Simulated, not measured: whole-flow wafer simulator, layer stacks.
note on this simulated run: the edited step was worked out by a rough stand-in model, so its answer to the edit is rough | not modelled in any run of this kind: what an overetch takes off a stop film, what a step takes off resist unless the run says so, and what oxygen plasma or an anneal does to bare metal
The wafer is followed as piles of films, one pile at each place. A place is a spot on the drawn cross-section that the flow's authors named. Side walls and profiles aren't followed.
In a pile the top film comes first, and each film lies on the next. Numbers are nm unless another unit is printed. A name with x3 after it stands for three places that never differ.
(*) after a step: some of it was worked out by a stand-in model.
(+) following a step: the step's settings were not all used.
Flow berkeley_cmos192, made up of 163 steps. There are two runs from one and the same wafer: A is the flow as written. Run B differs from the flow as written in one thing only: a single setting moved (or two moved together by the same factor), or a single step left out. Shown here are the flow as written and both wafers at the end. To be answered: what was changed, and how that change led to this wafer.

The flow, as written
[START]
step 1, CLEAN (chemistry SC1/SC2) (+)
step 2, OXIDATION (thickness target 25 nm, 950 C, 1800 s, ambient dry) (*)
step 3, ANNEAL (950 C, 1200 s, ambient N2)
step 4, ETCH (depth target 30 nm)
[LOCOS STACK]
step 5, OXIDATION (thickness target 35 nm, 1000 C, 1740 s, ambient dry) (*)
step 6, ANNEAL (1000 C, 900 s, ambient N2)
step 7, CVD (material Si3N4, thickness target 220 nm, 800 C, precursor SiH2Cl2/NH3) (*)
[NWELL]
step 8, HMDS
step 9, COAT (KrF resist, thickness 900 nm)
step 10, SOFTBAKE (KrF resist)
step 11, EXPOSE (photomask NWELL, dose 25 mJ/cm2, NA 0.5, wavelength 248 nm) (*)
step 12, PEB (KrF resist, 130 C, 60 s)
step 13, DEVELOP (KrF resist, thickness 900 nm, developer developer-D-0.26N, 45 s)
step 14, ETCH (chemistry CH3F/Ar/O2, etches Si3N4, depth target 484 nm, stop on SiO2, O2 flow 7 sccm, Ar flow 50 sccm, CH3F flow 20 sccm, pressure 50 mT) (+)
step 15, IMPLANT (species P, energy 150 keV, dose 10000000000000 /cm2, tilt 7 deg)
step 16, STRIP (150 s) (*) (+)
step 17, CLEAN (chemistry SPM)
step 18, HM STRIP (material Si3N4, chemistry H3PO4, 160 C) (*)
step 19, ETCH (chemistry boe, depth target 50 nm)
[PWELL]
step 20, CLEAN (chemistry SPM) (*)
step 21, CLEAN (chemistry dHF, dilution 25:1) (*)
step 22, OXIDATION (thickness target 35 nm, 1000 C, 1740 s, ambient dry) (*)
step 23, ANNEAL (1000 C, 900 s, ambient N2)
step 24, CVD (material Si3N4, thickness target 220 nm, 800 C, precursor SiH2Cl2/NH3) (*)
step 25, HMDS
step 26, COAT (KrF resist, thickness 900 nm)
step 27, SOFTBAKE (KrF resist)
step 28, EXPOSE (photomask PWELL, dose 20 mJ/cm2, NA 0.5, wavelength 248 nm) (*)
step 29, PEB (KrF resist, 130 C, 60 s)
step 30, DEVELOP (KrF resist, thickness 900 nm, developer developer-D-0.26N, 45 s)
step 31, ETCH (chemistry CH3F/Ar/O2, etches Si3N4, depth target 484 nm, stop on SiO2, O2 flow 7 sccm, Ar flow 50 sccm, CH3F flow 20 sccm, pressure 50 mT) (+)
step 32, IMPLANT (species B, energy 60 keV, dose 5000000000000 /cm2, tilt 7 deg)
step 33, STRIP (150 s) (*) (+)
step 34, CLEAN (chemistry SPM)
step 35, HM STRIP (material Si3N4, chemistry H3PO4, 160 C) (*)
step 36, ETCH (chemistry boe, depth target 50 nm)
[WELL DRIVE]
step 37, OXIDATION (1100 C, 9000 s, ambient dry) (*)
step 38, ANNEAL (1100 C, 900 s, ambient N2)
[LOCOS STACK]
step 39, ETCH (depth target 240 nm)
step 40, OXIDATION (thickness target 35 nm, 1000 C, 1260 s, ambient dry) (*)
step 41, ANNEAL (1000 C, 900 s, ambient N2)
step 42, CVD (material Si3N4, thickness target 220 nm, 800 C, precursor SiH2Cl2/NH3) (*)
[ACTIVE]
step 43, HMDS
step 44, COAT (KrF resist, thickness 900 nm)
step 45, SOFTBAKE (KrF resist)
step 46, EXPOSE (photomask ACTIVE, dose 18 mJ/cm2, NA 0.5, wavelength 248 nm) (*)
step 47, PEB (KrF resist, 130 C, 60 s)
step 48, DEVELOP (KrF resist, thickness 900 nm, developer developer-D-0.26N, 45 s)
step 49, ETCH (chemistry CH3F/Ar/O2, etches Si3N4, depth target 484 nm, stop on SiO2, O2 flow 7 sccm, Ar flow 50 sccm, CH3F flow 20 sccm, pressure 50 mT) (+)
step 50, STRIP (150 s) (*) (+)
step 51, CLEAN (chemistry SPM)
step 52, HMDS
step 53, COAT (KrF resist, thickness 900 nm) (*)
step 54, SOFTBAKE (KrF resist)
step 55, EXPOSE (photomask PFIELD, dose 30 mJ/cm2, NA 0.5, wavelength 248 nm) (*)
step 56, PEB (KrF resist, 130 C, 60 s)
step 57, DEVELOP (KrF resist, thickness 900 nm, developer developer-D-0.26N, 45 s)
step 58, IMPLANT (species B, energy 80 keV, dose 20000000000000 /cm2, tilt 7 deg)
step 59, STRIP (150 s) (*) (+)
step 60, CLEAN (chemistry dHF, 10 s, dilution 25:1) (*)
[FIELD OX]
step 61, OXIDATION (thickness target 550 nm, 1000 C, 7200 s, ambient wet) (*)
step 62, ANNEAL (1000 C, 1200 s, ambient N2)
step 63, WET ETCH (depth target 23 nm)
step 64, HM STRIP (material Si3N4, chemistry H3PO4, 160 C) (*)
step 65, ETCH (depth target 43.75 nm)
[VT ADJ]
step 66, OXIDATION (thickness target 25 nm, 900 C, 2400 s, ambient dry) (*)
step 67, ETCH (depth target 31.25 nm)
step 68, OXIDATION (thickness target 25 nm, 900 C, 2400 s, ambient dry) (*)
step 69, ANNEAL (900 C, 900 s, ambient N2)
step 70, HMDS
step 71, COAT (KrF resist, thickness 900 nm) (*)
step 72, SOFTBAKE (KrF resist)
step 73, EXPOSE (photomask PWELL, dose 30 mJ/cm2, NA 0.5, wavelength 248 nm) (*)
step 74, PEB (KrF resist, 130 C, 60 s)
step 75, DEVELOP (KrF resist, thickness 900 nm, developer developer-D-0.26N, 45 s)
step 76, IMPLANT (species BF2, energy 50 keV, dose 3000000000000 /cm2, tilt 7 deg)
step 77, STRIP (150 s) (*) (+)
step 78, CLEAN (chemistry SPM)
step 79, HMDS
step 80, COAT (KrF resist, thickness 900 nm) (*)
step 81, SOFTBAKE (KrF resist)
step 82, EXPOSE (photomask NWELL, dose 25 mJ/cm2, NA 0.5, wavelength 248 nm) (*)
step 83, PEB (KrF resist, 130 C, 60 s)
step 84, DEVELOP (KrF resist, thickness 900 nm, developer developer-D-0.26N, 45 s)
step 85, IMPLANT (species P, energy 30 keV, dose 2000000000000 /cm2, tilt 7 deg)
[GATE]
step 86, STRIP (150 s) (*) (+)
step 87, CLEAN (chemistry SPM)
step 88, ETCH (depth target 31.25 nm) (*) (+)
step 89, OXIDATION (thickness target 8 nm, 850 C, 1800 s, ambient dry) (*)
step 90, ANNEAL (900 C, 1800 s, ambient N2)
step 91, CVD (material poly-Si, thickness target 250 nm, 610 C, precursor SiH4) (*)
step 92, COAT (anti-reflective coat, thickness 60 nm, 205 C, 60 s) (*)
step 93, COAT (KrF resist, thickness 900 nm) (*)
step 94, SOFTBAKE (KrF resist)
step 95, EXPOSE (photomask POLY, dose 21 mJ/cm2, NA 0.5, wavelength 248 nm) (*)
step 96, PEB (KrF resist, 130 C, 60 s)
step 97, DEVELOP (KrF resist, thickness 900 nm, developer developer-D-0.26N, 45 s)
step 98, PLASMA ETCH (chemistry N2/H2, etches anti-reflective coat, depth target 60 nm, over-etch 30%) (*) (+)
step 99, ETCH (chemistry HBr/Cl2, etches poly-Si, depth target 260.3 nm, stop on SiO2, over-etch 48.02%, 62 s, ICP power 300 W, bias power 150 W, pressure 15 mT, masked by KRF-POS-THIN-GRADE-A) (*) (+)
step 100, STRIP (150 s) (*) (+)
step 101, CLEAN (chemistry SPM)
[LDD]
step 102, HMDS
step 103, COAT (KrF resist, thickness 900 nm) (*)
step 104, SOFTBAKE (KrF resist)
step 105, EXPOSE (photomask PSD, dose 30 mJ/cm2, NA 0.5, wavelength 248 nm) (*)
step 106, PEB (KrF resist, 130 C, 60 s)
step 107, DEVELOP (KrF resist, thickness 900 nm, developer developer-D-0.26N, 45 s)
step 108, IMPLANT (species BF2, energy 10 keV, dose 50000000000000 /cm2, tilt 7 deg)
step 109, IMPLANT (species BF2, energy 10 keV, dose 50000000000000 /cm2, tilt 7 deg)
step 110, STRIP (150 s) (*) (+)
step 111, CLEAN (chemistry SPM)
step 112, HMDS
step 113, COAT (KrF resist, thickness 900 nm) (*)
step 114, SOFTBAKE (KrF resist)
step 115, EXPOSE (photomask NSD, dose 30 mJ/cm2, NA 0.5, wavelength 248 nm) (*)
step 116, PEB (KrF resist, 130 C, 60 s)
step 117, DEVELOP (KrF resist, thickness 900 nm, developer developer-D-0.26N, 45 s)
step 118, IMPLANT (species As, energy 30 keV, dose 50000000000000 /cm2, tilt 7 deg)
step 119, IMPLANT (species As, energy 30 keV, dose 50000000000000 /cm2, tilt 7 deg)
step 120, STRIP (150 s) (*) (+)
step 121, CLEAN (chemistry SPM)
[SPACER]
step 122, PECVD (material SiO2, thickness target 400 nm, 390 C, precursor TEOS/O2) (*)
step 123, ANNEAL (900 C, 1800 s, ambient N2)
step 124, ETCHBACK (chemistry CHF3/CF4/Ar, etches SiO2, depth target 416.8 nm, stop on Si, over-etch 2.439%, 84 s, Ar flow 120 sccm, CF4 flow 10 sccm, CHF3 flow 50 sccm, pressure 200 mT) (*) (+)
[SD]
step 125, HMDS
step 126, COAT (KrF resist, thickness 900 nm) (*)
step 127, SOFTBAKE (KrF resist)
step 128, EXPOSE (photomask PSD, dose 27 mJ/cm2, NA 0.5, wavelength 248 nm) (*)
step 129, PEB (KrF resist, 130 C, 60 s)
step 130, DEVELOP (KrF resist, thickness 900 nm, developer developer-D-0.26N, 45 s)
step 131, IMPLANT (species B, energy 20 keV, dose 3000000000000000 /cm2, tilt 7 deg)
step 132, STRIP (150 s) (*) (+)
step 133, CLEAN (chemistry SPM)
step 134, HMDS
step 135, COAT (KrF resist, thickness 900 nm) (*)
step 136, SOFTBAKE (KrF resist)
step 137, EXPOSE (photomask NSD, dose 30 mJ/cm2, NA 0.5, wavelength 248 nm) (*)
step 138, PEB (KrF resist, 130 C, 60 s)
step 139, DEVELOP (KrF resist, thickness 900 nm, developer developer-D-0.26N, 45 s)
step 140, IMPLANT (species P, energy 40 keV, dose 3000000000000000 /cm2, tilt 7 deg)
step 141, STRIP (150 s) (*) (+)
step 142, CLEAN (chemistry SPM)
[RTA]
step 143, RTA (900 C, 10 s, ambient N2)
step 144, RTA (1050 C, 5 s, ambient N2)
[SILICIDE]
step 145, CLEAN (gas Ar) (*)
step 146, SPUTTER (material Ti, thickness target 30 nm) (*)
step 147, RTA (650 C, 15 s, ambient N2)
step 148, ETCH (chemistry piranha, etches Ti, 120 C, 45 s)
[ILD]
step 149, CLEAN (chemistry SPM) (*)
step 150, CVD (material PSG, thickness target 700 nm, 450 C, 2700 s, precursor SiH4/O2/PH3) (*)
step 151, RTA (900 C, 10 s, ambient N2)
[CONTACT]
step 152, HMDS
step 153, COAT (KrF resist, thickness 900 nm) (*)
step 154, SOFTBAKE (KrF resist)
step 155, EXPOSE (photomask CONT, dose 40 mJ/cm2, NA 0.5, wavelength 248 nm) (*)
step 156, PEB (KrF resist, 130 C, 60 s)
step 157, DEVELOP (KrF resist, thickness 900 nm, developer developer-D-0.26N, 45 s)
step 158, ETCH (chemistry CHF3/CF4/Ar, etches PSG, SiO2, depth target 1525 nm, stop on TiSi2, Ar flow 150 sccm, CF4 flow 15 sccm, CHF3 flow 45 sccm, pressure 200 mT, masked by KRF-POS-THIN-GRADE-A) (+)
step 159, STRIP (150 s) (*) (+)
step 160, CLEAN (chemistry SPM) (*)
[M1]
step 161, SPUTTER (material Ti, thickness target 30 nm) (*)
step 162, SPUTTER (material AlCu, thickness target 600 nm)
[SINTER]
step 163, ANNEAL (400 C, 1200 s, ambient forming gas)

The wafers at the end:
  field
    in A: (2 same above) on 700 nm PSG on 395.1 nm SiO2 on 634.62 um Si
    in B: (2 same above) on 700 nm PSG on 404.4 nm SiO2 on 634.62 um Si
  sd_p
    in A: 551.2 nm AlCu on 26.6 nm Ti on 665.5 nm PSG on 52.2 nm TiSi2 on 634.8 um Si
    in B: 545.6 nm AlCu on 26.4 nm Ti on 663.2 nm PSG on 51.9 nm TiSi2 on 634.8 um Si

The reason: step 88, ETCH: depth target 21.88 nm was run, though the flow has depth target 31.25 nm.

Step by step, how the change led to this:
  step 88, ETCH (depth target 31.25 nm) (*) (+)
      field: A -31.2 SiO2 | B -21.9 SiO2
  step 92, COAT (anti-reflective coat, thickness 60 nm, 205 C, 60 s) (*)
      sd_n: A +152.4 anti-reflective coat (new film) | B +159 anti-reflective coat (new film)
      spacer_n: A +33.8 anti-reflective coat (new film) | B +31.5 anti-reflective coat (new film)
      (and at 4 other places as well)
  step 98, PLASMA ETCH (chemistry N2/H2, etches anti-reflective coat, depth target 60 nm, over-etch 30%) (*) (+)
      sd_n: A -152.4 anti-reflective coat (all of it), -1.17 poly-Si | B -159 anti-reflective coat (all of it), -1.22 poly-Si
      spacer_n: A -33.8 anti-reflective coat (all of it), -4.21 poly-Si | B -31.5 anti-reflective coat (all of it), -4.49 poly-Si
      (and at 2 other places as well)
  step 100, STRIP (150 s) (*) (+)
      gate: A +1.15 chemical SiO2 (new film), -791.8 KrF resist (all of it), -30 anti-reflective coat (all of it), -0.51 poly-Si | B +1.15 chemical SiO2 (new film), -799.7 KrF resist (all of it), -27.6 anti-reflective coat (all of it), -0.51 poly-Si
      gate_p: A +1.15 chemical SiO2 (new film), -765.1 KrF resist (all of it), -31 anti-reflective coat (all of it), -0.51 poly-Si | B +1.15 chemical SiO2 (new film), -770.3 KrF resist (all of it), -29.3 anti-reflective coat (all of it), -0.51 poly-Si
